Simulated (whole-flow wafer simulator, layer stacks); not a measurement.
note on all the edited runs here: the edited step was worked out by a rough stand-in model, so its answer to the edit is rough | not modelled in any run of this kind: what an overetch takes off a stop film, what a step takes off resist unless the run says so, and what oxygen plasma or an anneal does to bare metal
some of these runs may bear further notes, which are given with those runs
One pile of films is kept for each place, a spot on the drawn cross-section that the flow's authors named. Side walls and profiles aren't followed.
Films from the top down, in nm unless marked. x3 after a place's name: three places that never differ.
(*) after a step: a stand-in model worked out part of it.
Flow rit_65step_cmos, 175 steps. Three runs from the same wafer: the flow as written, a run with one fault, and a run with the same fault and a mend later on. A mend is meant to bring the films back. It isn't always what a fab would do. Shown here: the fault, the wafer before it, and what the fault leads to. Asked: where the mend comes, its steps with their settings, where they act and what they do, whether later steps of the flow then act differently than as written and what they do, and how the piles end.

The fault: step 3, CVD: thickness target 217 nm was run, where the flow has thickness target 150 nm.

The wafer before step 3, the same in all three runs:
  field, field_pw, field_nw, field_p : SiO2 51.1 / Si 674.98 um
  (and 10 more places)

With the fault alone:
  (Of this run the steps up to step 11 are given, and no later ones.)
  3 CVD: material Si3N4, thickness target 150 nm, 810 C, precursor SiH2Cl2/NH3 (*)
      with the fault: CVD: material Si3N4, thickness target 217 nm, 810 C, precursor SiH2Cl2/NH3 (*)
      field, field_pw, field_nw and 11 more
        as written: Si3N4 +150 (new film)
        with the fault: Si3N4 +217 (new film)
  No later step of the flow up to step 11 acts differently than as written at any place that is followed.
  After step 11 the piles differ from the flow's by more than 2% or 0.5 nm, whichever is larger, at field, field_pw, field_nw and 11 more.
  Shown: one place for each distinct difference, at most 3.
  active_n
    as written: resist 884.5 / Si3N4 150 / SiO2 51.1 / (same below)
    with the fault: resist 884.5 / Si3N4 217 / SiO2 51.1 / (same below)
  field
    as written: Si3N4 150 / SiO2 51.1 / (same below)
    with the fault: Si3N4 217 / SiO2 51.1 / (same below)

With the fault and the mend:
  The mend comes after step 4.
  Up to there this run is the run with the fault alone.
  4a ETCH: chemistry h3po4, depth target 249.5 nm
      field, field_pw, field_nw and 11 more
        Si3N4 -217 (all of it)
  4b CLEAN: chemistry SC2, 75 C, 600 s
      changes no film at any place that is followed
  4c CVD: material Si3N4, thickness target 150 nm, 810 C, precursor SiH2Cl2/NH3 (*) (the flow's step 3 once more)
      field, field_pw, field_nw and 11 more
        Si3N4 +150 (new film)
  No later step of the flow acts differently than as written at any place that is followed.
  At the end the piles are the same as the flow's at every place that both follow.
